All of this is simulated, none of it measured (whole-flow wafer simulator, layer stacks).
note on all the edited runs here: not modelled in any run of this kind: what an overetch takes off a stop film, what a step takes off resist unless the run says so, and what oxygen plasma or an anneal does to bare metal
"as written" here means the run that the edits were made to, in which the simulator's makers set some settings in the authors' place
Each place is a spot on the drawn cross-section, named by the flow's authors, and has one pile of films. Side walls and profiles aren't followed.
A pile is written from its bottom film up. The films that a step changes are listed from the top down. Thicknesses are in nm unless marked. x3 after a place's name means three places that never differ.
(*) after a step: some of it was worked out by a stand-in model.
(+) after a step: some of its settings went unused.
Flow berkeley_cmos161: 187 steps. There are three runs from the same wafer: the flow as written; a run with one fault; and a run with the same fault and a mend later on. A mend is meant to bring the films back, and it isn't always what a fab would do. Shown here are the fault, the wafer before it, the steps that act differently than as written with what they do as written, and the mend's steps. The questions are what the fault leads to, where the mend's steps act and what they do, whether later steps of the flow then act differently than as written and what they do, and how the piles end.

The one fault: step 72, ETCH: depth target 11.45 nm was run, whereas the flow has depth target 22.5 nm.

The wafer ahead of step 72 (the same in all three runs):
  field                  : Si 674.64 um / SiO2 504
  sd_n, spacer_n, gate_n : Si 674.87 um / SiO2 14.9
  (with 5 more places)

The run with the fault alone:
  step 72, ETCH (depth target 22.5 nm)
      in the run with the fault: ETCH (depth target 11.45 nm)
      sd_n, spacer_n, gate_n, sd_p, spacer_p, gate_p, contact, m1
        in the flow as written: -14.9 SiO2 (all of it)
        in the run with the fault: -11.4 SiO2
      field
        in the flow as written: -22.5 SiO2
        in the run with the fault: -11.4 SiO2
  Steps later in the flow that act otherwise than as written (45 more steps, not shown, differ only slightly: by at most 2% or 0.5 nm, whichever is larger):
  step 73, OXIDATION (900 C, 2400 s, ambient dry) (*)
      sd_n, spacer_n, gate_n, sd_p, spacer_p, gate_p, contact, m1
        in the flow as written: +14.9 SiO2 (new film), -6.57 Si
        in the run with the fault: +12.1 SiO2, -5.32 Si
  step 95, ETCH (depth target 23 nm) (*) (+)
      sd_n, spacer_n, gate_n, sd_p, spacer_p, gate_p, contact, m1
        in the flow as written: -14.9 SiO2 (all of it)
        in the run with the fault: -15.6 SiO2 (all of it)
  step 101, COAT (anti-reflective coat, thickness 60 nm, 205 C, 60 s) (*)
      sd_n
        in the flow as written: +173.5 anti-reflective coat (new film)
        in the run with the fault: +181.5 anti-reflective coat (new film)
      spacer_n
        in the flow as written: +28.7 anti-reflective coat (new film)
        in the run with the fault: +26.9 anti-reflective coat (new film)
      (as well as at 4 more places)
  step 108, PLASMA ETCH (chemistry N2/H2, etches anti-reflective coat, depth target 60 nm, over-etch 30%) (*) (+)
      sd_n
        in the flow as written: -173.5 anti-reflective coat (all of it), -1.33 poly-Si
        in the run with the fault: -181.5 anti-reflective coat (all of it), -1.4 poly-Si
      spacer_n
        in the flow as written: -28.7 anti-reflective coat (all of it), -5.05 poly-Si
        in the run with the fault: -26.9 anti-reflective coat (all of it), -5.36 poly-Si
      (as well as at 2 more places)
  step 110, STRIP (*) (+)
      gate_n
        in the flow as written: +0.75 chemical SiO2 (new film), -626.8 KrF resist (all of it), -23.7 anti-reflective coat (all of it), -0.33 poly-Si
        in the run with the fault: +0.75 chemical SiO2 (new film), -633.3 KrF resist (all of it), -21.9 anti-reflective coat (all of it), -0.33 poly-Si
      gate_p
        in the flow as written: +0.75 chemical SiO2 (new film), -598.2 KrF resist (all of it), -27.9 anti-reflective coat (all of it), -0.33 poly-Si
        in the run with the fault: +0.75 chemical SiO2 (new film), -602 KrF resist (all of it), -27 anti-reflective coat (all of it), -0.33 poly-Si
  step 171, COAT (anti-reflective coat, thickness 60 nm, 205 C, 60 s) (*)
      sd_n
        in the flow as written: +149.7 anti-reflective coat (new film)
        in the run with the fault: +157.8 anti-reflective coat (new film)
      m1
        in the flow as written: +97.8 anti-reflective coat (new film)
        in the run with the fault: +100.1 anti-reflective coat (new film)
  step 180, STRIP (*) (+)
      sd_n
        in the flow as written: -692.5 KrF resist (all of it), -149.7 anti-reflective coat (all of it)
        in the run with the fault: -690.8 KrF resist (all of it), -157.8 anti-reflective coat (all of it)
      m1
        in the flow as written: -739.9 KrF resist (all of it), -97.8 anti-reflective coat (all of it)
        in the run with the fault: -743.6 KrF resist (all of it), -100.1 anti-reflective coat (all of it)
  At field, the piles at the end differ from the flow's by more than 2% or 0.5 nm, whichever is larger.
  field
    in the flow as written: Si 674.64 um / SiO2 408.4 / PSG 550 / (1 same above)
    in the run with the fault: Si 674.64 um / SiO2 419.4 / PSG 550 / (1 same above)

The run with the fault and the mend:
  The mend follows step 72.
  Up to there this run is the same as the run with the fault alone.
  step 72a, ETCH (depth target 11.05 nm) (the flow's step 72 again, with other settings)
      sd_n, spacer_n, gate_n, sd_p, spacer_p, gate_p, contact, m1
        -3.49 SiO2 (all of it)
      field
        -11.1 SiO2
  None of the later steps of the flow acts differently than as written at any place that is followed.
  At every place that both follow, the piles at the end match the flow's.
